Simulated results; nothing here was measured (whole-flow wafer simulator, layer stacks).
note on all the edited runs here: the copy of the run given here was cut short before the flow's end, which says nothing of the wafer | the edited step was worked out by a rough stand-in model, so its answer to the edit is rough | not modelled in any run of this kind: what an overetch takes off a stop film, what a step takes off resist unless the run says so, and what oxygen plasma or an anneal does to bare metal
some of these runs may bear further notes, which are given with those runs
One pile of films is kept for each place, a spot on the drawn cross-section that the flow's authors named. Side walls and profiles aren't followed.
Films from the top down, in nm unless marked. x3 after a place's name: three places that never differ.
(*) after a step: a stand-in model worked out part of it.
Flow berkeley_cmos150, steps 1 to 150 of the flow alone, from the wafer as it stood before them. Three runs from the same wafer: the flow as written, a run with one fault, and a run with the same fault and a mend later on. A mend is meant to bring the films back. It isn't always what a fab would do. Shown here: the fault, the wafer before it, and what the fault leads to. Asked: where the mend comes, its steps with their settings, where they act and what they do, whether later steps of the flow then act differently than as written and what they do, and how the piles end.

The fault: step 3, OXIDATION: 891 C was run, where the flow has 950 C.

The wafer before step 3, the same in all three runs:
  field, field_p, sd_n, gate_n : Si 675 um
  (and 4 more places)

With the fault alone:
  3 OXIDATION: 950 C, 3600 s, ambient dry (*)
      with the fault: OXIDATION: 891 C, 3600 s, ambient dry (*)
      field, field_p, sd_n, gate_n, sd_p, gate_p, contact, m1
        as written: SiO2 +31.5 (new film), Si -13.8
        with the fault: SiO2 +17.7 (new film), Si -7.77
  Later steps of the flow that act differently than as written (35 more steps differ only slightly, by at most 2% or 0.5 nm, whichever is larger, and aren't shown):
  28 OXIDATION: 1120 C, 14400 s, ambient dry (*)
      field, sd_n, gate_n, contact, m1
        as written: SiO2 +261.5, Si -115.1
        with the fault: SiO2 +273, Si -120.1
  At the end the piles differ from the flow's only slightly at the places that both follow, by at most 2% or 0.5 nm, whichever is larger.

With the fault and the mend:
  The mend comes after step 4.
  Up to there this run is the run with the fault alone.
  4a OXIDATION: 950 C, 2018 s, ambient dry (*) (the flow's step 3 once more, with other settings)
      field, field_p, sd_n, gate_n, sd_p, gate_p, contact, m1
        SiO2 +13.8, Si -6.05
  No later step of the flow acts differently than as written at any place that is followed.
  At the end the piles are the same as the flow's at every place that both follow.
